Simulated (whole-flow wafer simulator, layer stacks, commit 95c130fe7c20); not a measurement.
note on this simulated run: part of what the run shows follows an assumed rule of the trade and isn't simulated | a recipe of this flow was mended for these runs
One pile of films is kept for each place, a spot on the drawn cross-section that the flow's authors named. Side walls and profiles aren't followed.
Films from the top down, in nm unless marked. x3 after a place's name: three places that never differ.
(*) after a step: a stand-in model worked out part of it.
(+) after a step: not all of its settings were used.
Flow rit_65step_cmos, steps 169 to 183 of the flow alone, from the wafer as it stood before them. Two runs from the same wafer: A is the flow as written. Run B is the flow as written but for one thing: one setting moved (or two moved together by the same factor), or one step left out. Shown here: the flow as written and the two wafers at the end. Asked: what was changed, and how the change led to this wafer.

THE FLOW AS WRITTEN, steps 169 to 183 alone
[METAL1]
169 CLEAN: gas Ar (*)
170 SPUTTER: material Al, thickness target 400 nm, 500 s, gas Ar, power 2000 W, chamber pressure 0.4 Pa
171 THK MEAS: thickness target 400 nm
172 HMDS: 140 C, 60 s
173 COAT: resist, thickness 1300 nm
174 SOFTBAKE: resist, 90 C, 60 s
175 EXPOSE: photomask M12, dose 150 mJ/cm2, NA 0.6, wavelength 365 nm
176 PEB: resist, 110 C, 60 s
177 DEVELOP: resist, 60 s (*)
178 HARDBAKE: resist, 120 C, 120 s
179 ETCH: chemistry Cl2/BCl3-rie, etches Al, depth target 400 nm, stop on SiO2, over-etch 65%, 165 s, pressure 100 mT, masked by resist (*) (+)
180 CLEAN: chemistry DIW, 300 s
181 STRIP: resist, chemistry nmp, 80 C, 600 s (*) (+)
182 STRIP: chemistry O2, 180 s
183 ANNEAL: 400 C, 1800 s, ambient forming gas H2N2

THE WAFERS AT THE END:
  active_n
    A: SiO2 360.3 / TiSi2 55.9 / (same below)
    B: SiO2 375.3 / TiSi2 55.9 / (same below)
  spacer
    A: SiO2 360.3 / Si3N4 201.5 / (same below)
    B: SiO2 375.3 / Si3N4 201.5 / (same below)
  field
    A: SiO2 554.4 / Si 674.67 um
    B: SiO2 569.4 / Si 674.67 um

The cause: step 170, SPUTTER: 650 s was run, where the flow has 500 s.

How the change led to this, step by step:
  170 SPUTTER: material Al, thickness target 400 nm, 500 s, gas Ar, power 2000 W, chamber pressure 0.4 Pa
      field, field_pw, field_nw and 10 more: A Al +400 (new film) | B Al +520 (new film)
      contact: A Al +255.4 (new film) | B Al +322.8 (new film)
  173 COAT: resist, thickness 1300 nm
      contact: A resist +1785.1 (new film) | B resist +1841.2 (new film)
  176 PEB: resist, 110 C, 60 s
      contact: A resist -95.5 | B resist -98.7
  178 HARDBAKE: resist, 120 C, 120 s
      contact: A resist -62.1 | B resist -64.3
  179 ETCH: chemistry Cl2/BCl3-rie, etches Al, depth target 400 nm, stop on SiO2, over-etch 65%, 165 s, pressure 100 mT, masked by resist (*) (+)
      field, field_pw, field_nw and 9 more: A Al -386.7 (all of it), SiO2 -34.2 | B Al -506.7 (all of it), SiO2 -19.2
  181 STRIP: resist, chemistry nmp, 80 C, 600 s (*) (+)
      contact: A resist -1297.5 (all of it) | B resist -1348.2 (all of it)
